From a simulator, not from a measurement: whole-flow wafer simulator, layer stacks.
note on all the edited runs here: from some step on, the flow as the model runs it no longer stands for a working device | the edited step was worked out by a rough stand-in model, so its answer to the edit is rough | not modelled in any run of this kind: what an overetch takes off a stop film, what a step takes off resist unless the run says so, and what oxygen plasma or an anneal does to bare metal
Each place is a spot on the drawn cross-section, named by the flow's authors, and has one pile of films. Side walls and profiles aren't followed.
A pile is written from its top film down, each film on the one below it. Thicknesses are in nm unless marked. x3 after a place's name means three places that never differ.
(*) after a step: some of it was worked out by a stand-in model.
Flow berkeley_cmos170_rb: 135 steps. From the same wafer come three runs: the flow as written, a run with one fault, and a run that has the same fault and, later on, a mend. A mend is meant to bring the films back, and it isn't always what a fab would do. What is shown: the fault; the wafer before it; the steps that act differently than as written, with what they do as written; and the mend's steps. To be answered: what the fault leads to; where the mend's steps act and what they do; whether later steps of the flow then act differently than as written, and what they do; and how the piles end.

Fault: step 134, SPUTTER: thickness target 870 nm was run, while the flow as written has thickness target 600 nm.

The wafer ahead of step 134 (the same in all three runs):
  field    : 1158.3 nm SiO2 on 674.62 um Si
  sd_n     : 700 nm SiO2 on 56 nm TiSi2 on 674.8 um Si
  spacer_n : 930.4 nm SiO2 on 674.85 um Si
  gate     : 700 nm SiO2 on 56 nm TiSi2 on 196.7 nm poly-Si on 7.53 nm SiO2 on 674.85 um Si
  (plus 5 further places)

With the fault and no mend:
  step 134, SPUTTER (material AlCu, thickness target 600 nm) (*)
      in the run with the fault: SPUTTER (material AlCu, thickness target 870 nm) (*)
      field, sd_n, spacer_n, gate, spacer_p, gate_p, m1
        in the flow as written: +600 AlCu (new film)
        in the run with the fault: +870 AlCu (new film)
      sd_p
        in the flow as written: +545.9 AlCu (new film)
        in the run with the fault: +806 AlCu (new film)
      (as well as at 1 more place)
  Every later step of the flow that is run acts as written at every place that is followed.
  By the end, the piles at field, sd_n, spacer_n and 6 more depart from the flow's by more than 2% or 0.5 nm, whichever is larger.
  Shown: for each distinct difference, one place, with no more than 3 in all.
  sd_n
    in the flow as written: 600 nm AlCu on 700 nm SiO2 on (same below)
    in the run with the fault: 870 nm AlCu on 700 nm SiO2 on (same below)
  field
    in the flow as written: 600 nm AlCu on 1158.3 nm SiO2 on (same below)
    in the run with the fault: 870 nm AlCu on 1158.3 nm SiO2 on (same below)
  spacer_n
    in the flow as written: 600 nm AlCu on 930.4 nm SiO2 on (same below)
    in the run with the fault: 870 nm AlCu on 930.4 nm SiO2 on (same below)

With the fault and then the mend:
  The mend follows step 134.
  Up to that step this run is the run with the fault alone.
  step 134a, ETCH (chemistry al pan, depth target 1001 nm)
      field, sd_n, spacer_n, gate, spacer_p, gate_p, m1
        -870 AlCu (all of it)
      sd_p
        -806 AlCu (all of it)
      contact
        -588.7 AlCu (all of it)
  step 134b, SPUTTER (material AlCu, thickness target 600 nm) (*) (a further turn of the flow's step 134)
      field, sd_n, spacer_n, gate, spacer_p, gate_p, m1
        +600 AlCu (new film)
      sd_p
        +545.9 AlCu (new film)
      contact
        +415.1 AlCu (new film)
  Every later step of the flow that is run acts as written at every place that is followed.
  At every place that both follow, the piles at the end match the flow's.
